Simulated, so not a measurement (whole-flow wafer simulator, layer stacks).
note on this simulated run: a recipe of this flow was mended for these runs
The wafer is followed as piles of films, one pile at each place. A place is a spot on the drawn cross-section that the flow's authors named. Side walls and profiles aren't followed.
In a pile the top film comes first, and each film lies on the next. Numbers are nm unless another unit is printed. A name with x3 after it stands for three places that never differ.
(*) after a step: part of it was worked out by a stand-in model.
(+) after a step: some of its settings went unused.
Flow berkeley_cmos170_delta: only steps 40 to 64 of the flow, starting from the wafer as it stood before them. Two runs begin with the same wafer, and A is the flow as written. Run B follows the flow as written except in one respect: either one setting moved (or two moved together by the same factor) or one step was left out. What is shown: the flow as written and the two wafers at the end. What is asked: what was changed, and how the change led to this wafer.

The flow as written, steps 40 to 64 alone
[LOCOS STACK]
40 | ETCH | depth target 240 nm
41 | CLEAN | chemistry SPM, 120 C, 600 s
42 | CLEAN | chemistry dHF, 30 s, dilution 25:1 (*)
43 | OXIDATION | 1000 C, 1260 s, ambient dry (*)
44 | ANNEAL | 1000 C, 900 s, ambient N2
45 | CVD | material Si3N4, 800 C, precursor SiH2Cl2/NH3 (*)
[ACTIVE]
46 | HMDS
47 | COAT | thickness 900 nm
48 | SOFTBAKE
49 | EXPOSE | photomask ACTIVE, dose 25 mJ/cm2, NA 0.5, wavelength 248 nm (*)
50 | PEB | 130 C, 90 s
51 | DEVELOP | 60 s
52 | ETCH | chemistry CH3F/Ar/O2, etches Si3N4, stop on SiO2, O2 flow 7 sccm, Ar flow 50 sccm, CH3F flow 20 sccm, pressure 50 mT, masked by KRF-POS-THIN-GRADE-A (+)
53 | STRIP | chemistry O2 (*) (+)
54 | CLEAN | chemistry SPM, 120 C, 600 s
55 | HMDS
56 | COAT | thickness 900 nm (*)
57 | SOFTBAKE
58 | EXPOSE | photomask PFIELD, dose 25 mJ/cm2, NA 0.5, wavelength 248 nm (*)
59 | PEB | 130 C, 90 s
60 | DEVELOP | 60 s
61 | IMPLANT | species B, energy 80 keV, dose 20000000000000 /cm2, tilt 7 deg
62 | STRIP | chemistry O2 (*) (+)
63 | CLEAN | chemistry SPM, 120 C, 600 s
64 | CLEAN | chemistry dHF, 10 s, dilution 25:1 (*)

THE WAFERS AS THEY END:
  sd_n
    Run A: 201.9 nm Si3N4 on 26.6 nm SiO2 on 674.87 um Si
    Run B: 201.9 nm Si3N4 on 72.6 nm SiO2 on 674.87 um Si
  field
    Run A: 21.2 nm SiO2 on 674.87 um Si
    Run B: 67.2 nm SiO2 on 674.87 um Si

What caused this: step 40, ETCH: depth target 134 nm was run, though the flow has depth target 240 nm.

How this came from the change, step by step:
  40 | ETCH | depth target 240 nm
      field, sd_n, spacer_n and 6 more: A -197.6 SiO2 (all of it) | B -134 SiO2
  41 | CLEAN | chemistry SPM, 120 C, 600 s
      field, sd_n, spacer_n and 6 more: A +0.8 chemical SiO2 (new film), -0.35 Si | B nothing
  42 | CLEAN | chemistry dHF, 30 s, dilution 25:1 (*)
      field, sd_n, spacer_n and 6 more: A -0.8 chemical SiO2 (all of it) | B -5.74 SiO2
  43 | OXIDATION | 1000 C, 1260 s, ambient dry (*)
      field, sd_n, spacer_n and 6 more: A +26.6 SiO2 (new film), -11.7 Si | B +14.6 SiO2, -6.44 Si
